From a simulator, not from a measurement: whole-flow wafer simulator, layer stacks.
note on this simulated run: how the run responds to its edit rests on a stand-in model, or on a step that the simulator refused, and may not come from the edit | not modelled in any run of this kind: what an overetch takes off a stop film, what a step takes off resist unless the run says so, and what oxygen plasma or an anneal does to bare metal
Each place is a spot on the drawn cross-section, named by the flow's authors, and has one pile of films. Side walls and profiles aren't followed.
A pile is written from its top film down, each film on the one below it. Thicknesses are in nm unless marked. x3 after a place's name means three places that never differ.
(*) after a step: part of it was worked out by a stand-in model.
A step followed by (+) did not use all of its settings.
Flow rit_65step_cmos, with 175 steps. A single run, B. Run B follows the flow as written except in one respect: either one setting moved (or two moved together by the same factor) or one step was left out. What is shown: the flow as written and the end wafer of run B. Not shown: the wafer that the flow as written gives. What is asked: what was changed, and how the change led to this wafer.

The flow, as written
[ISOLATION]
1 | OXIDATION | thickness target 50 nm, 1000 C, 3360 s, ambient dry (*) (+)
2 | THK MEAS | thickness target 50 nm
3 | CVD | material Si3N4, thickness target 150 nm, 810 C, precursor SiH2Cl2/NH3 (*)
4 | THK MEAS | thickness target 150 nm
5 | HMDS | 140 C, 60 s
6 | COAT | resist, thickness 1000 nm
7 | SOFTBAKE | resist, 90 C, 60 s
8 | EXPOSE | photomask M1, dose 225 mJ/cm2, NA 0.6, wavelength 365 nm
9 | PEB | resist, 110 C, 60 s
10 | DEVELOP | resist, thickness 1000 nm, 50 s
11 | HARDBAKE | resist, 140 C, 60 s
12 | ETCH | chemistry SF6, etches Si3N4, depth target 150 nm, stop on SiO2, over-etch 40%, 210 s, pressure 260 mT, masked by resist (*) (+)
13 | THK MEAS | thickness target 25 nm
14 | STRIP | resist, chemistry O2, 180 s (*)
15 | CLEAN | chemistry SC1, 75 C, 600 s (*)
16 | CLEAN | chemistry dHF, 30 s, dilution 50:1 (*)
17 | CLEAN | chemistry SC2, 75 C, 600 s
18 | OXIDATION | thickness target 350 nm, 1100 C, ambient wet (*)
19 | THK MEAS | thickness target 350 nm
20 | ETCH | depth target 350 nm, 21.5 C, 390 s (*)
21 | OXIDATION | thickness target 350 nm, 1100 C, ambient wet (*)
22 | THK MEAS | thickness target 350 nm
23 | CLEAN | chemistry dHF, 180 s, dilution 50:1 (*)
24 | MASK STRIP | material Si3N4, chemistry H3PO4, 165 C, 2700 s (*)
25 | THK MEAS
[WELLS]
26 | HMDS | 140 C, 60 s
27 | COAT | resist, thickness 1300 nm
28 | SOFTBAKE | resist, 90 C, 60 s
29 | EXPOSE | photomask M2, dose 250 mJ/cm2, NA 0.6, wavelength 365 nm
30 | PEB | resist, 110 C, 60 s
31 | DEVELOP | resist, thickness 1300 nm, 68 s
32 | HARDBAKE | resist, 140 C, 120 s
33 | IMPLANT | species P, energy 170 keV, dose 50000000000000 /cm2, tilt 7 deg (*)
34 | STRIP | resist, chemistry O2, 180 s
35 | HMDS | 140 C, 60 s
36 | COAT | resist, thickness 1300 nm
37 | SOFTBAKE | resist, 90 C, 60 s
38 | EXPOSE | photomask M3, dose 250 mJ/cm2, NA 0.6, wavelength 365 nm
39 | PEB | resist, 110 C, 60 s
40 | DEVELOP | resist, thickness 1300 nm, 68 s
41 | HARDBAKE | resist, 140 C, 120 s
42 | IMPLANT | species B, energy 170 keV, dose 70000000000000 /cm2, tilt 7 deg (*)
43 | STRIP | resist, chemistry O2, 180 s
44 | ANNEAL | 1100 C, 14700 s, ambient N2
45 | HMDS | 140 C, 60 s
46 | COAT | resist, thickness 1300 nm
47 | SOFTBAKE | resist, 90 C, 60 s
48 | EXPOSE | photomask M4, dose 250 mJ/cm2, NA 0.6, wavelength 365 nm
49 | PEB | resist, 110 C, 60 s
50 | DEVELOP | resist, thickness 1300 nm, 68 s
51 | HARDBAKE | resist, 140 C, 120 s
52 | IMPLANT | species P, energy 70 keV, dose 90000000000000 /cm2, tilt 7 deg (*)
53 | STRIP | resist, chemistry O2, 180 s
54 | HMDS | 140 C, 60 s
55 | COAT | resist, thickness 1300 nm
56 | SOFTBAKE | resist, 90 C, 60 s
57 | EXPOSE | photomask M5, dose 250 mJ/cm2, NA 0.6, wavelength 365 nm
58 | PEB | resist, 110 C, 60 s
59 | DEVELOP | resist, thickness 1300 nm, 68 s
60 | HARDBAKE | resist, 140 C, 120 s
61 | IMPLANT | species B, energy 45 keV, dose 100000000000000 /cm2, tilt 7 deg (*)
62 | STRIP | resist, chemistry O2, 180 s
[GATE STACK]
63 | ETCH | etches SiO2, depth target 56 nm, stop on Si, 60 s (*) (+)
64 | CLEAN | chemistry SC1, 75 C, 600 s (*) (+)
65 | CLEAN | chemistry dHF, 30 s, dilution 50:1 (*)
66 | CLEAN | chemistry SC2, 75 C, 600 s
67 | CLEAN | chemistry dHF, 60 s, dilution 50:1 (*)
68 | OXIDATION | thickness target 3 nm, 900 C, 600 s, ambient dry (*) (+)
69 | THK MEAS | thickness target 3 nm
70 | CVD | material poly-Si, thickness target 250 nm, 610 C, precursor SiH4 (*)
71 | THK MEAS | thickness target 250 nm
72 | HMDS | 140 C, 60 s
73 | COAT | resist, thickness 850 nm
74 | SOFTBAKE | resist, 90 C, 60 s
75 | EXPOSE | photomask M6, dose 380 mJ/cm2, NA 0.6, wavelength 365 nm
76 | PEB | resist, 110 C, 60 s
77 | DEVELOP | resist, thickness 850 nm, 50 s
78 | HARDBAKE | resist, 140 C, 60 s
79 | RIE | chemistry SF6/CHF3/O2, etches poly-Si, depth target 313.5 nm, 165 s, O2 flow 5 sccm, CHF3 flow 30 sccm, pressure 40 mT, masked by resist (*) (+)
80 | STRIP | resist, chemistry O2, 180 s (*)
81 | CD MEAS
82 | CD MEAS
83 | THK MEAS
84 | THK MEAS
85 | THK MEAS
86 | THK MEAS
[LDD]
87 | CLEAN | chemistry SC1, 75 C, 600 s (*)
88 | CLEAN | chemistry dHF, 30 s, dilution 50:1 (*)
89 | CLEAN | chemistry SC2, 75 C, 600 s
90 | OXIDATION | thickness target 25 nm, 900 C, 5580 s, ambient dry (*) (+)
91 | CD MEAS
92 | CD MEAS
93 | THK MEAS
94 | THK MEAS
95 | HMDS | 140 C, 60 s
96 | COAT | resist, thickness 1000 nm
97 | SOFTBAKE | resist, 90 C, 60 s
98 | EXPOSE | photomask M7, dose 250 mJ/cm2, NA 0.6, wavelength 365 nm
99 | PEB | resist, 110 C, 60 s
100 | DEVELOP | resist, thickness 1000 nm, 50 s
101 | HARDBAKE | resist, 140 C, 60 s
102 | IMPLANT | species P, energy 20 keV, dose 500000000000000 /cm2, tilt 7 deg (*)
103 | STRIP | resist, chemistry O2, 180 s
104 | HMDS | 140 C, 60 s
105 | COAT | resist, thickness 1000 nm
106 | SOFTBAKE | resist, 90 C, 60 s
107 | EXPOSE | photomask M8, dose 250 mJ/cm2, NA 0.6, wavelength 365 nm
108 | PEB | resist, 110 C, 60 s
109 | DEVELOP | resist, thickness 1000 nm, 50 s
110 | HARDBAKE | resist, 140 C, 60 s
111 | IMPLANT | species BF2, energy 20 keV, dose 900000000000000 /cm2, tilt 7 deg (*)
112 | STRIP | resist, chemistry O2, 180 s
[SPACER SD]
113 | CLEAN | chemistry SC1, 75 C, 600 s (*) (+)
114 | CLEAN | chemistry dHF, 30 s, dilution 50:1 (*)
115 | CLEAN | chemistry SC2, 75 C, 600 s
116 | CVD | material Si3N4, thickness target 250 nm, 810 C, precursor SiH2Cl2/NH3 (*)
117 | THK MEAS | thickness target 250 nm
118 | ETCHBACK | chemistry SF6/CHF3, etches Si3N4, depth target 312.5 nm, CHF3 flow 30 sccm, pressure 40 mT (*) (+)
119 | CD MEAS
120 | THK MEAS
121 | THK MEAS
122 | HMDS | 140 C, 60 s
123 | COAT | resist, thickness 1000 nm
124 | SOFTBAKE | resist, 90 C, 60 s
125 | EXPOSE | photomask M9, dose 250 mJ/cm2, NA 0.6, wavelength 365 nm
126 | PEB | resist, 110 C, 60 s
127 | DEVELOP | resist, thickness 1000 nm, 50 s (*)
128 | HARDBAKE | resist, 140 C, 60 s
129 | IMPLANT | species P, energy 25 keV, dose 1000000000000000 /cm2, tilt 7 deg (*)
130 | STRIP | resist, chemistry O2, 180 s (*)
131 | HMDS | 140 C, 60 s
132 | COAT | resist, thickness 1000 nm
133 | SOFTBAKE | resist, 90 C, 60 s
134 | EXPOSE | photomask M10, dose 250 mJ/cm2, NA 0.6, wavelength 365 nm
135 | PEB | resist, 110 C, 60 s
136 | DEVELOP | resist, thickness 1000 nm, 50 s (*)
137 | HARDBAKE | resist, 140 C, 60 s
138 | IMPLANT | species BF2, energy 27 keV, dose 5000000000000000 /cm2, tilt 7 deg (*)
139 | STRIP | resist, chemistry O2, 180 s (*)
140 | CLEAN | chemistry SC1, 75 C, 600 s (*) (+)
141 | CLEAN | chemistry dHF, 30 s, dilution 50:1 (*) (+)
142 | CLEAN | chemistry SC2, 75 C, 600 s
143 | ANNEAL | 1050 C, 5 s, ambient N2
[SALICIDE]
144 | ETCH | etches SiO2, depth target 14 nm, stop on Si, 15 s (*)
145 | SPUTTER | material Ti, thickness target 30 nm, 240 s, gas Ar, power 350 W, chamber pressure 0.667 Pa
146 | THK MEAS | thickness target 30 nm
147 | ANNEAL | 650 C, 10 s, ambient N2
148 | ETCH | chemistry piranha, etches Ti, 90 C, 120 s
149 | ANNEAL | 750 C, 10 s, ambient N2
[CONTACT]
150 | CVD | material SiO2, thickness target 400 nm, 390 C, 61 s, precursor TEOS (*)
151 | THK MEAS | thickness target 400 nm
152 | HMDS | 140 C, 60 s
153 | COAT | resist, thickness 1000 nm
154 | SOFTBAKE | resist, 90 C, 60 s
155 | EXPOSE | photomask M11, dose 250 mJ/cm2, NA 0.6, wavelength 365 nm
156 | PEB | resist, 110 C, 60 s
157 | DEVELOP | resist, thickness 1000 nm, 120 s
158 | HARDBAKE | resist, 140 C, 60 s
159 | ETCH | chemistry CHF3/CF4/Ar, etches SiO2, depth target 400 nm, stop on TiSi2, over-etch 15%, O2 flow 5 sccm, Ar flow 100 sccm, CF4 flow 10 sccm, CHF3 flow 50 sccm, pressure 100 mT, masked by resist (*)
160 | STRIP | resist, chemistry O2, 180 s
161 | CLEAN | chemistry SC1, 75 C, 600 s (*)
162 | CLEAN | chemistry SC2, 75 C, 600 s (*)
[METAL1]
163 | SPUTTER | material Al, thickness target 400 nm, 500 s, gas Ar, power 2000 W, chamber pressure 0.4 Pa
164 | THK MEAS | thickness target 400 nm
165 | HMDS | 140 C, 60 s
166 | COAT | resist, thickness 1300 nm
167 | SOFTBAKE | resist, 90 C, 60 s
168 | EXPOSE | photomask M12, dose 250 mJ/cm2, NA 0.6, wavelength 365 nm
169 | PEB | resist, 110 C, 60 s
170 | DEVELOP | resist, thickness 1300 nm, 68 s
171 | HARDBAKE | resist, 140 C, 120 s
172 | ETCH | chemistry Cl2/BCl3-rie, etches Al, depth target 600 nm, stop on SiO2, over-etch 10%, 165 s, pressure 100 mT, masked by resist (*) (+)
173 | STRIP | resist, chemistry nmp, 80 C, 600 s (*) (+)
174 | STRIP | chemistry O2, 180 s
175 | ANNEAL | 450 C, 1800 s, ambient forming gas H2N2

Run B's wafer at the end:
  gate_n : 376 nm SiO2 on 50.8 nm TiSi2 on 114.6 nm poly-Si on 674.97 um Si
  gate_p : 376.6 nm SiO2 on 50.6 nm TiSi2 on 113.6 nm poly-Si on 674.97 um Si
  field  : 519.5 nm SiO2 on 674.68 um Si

The reason: step 68, OXIDATION: thickness target 3 nm, 900 C, 600 s, ambient dry (*) (+), was not run.

Step by step, how the change led to this:
  79 | RIE | chemistry SF6/CHF3/O2, etches poly-Si, depth target 313.5 nm, 165 s, O2 flow 5 sccm, CHF3 flow 30 sccm, pressure 40 mT, masked by resist (*) (+)
      active_n, active_p, spacer, spacer_p, sd_n, sd_p, contact, m1: -250 poly-Si (all of it), -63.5 Si (in the flow as written it would be: -250 poly-Si (all of it), -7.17 SiO2 (all of it))
  96 | COAT | resist, thickness 1000 nm
      gate_n, gate_p: +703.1 resist (new film) (in the flow as written it would be: +750.6 resist (new film))
      field: +997.5 resist (new film) (in the flow as written it would be: +1039.8 resist (new film))
      (also at 3 further places)
  99 | PEB | resist, 110 C, 60 s
      gate_n, gate_p: -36 resist (in the flow as written it would be: -38.6 resist)
      field: -51.8 resist (in the flow as written it would be: -54 resist)
      (also at 3 further places)
  100 | DEVELOP | resist, thickness 1000 nm, 50 s
      field: -945.7 resist (all of it) (in the flow as written it would be: -985.8 resist (all of it))
      gate_n: -667.1 resist (all of it) (in the flow as written it would be: -712.1 resist (all of it))
  101 | HARDBAKE | resist, 140 C, 60 s
      field_pw: -63.5 resist (in the flow as written it would be: -65.4 resist)
      field_nw: -63.9 resist (in the flow as written it would be: -65.8 resist)
      (also at 2 further places)
  103 | STRIP | resist, chemistry O2, 180 s
      field_pw: -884 resist (all of it) (in the flow as written it would be: -911.3 resist (all of it))
      field_nw: -889.3 resist (all of it) (in the flow as written it would be: -916.3 resist (all of it))
      (also at 2 further places)
  105 | COAT | resist, thickness 1000 nm
      gate_n, gate_p: +703.1 resist (new film) (in the flow as written it would be: +750.6 resist (new film))
      field: +997.5 resist (new film) (in the flow as written it would be: +1039.8 resist (new film))
      (also at 3 further places)
  108 | PEB | resist, 110 C, 60 s
      gate_n, gate_p: -36 resist (in the flow as written it would be: -38.6 resist)
      field: -51.8 resist (in the flow as written it would be: -54 resist)
      (also at 3 further places)
  109 | DEVELOP | resist, thickness 1000 nm, 50 s
      field_p: -952.3 resist (all of it) (in the flow as written it would be: -992 resist (all of it))
      gate_p: -667.1 resist (all of it) (in the flow as written it would be: -712.1 resist (all of it))
  110 | HARDBAKE | resist, 140 C, 60 s
      field: -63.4 resist (in the flow as written it would be: -66.1 resist)
      field_pw: -63.5 resist (in the flow as written it would be: -65.4 resist)
      (also at 2 further places)
  112 | STRIP | resist, chemistry O2, 180 s
      field: -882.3 resist (all of it) (in the flow as written it would be: -919.7 resist (all of it))
      field_pw: -884 resist (all of it) (in the flow as written it would be: -911.3 resist (all of it))
      (also at 2 further places)
  123 | COAT | resist, thickness 1000 nm
      field: +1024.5 resist (new film) (in the flow as written it would be: +1066.4 resist (new film))
      field_pw: +1014.6 resist (new film) (in the flow as written it would be: +1044.8 resist (new film))
      (also at 6 further places)
  126 | PEB | resist, 110 C, 60 s
      field: -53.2 resist (in the flow as written it would be: -55.6 resist)
      field_pw: -52.7 resist (in the flow as written it would be: -54.3 resist)
      (also at 6 further places)
  127 | DEVELOP | resist, thickness 1000 nm, 50 s (*)
      field: -971.3 resist (all of it) (in the flow as written it would be: -1010.9 resist (all of it))
      gate_n: -752.5 resist (all of it) (in the flow as written it would be: -791.9 resist (all of it))
      (also at 1 further place)
  128 | HARDBAKE | resist, 140 C, 60 s
      field_pw: -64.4 resist (in the flow as written it would be: -66.4 resist)
      field_nw: -64.8 resist (in the flow as written it would be: -67.1 resist)
      (also at 3 further places)
  130 | STRIP | resist, chemistry O2, 180 s (*)
      field_pw: -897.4 resist (all of it) (in the flow as written it would be: -924.1 resist (all of it))
      field_nw: -902.6 resist (all of it) (in the flow as written it would be: -928.7 resist (all of it))
      (also at 3 further places)
  ... another 11 steps ...
  170 | DEVELOP | resist, thickness 1300 nm, 68 s
      field: -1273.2 resist (all of it) (in the flow as written it would be: -1316.6 resist (all of it))
      field_pw: -1255.2 resist (all of it) (in the flow as written it would be: -1285.5 resist (all of it))
      (also at 6 further places)
